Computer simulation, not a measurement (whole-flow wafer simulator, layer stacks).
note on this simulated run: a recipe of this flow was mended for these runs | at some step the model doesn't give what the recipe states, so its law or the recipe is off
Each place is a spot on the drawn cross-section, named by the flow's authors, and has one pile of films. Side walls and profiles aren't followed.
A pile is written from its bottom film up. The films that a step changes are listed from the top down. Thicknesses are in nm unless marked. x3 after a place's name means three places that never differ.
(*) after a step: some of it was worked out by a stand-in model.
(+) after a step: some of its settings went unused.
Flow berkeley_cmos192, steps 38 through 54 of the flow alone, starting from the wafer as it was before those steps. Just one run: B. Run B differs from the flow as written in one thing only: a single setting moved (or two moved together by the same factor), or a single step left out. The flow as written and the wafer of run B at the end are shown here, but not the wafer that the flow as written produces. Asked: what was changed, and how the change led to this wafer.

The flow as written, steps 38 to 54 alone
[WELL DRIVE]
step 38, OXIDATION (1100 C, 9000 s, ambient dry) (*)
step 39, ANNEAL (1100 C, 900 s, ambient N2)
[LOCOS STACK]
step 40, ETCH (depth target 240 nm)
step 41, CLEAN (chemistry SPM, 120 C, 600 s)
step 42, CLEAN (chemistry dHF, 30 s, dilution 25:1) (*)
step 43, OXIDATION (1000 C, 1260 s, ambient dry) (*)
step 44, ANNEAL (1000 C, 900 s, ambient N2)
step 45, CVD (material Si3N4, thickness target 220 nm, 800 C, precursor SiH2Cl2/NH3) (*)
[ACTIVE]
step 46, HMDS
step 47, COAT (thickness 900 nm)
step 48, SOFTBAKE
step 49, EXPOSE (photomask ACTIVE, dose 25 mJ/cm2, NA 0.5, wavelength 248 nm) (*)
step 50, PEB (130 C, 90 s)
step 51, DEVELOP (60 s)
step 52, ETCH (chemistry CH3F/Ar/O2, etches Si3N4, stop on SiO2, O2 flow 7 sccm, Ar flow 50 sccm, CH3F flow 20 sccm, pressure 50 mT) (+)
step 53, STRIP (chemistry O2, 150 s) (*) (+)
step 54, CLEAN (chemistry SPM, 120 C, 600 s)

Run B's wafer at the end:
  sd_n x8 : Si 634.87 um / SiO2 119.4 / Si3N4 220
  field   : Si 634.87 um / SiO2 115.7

What caused this: step 40, ETCH: depth target 84 nm was run, though the flow has depth target 240 nm.

Step by step, how the change led to this:
  step 40, ETCH (depth target 240 nm)
      field, sd_n x8: -84 SiO2 (as written it would have been: -197.6 SiO2 (all of it))
  step 41, CLEAN (chemistry SPM, 120 C, 600 s)
      field, sd_n x8: nothing (as written it would have been: +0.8 chemical SiO2 (new film), -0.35 Si)
  step 42, CLEAN (chemistry dHF, 30 s, dilution 25:1) (*)
      field, sd_n x8: -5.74 SiO2 (as written it would have been: -0.8 chemical SiO2 (all of it))
  step 43, OXIDATION (1000 C, 1260 s, ambient dry) (*)
      field, sd_n x8: +11.4 SiO2, -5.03 Si (as written it would have been: +26.6 SiO2 (new film), -11.7 Si)
